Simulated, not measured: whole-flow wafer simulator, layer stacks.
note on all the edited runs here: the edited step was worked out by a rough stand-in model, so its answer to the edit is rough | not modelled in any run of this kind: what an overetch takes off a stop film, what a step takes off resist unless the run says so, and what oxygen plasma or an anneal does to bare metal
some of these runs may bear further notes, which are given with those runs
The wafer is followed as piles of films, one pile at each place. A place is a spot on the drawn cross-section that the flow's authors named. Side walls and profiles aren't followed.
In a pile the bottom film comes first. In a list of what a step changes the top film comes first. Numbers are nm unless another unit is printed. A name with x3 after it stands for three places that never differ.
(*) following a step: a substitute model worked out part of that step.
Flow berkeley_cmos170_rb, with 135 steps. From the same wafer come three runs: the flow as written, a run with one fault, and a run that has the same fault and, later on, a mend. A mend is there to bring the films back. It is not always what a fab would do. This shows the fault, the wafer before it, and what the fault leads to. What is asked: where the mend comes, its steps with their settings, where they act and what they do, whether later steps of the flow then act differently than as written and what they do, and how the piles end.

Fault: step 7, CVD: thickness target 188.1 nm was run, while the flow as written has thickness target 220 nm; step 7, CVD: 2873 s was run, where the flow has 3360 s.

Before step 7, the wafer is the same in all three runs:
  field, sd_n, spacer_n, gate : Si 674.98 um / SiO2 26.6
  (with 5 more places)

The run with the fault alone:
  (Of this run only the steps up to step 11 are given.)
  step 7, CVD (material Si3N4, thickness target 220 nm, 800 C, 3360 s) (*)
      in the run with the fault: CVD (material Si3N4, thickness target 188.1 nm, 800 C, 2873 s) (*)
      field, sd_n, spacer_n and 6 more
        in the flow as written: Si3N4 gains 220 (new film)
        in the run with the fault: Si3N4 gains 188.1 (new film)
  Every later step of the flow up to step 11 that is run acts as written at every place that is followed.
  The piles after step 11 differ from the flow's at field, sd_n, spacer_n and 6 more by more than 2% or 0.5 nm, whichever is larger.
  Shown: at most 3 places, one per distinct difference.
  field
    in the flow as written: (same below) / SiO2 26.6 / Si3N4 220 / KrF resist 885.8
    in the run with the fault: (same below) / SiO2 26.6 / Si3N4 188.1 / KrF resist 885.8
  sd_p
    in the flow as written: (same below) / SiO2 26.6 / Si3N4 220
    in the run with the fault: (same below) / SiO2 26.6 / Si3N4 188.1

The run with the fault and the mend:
  After step 7 comes the mend.
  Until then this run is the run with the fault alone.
  step 7a, CVD (material Si3N4, thickness target 31.9 nm, 800 C, 487 s) (*) (a further turn of the flow's step 7, with different settings)
      field, sd_n, spacer_n and 6 more
        Si3N4 gains 31.9
  Every later step of the flow that is run acts as written at every place that is followed.
  The piles end the same as the flow's at every place that both follow.
